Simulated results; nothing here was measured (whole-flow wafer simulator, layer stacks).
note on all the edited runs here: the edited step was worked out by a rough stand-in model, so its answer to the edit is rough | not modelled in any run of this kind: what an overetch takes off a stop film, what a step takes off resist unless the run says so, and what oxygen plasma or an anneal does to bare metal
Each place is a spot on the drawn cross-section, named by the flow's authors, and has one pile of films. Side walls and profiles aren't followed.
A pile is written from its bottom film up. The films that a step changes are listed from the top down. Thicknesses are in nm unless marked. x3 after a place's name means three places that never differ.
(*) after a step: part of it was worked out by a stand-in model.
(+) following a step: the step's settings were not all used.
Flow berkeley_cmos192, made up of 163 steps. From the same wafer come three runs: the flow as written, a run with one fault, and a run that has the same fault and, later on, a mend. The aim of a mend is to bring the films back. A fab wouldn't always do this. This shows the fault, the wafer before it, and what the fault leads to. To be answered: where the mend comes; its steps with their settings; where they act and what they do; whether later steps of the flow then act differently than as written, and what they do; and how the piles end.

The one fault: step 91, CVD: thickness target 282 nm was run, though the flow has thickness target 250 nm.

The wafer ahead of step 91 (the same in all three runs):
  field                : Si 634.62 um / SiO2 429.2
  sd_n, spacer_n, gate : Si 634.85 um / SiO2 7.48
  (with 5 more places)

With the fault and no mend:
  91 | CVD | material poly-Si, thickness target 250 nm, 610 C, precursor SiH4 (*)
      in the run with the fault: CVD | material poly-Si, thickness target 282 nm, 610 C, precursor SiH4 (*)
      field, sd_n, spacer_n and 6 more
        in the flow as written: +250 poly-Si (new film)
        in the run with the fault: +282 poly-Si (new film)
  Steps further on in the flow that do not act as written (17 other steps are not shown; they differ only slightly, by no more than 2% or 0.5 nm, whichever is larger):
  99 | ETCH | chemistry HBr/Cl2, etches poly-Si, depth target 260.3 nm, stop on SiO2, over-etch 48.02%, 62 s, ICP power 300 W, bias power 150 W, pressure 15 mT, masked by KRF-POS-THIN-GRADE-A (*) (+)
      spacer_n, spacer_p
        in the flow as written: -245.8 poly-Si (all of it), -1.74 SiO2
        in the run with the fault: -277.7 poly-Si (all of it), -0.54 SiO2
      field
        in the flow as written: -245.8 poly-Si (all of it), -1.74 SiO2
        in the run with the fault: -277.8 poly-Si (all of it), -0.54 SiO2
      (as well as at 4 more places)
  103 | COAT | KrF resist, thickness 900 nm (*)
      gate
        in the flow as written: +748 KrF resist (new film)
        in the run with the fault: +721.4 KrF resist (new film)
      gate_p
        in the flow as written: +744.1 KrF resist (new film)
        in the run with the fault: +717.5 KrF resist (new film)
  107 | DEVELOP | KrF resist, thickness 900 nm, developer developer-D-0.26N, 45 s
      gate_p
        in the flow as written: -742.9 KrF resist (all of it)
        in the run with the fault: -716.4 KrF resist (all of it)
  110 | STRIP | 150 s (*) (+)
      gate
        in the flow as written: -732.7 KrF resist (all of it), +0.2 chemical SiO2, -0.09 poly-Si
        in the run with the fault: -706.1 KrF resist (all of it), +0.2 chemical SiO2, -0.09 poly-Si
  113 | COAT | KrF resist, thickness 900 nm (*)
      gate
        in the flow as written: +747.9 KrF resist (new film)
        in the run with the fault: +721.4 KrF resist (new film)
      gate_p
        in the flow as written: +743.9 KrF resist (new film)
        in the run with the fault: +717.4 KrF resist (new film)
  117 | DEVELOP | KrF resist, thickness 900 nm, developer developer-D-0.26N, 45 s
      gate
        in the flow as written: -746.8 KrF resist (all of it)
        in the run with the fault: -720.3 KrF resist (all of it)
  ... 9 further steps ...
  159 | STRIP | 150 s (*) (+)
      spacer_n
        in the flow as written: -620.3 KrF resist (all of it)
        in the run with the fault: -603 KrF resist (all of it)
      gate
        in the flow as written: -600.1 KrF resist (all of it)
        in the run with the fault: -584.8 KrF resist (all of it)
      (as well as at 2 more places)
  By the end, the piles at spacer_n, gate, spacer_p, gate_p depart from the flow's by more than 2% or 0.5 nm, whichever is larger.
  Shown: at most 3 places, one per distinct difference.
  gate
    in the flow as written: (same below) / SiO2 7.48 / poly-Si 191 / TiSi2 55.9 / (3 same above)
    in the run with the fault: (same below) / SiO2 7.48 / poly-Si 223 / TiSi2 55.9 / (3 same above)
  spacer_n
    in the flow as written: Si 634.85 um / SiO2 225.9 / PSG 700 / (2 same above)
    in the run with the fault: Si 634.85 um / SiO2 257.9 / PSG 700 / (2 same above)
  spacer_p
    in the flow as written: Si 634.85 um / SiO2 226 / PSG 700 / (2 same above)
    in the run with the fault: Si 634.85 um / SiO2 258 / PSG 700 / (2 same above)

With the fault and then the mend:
  The mend stands after step 91.
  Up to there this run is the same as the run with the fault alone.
  91a | ETCH | chemistry tmah, depth target 324.3 nm
      field, sd_n, spacer_n and 6 more
        -282 poly-Si (all of it)
  91b | CLEAN | chemistry SPM (the flow's step 87 again)
      does not change any film at any place that is followed
  91c | CVD | material poly-Si, thickness target 250 nm, 610 C, precursor SiH4 (*) (the flow's step 91 again)
      field, sd_n, spacer_n and 6 more
        +250 poly-Si (new film)
  Every later step of the flow that is run acts as written at every place that is followed.
  At every place that both follow, the piles at the end match the flow's.
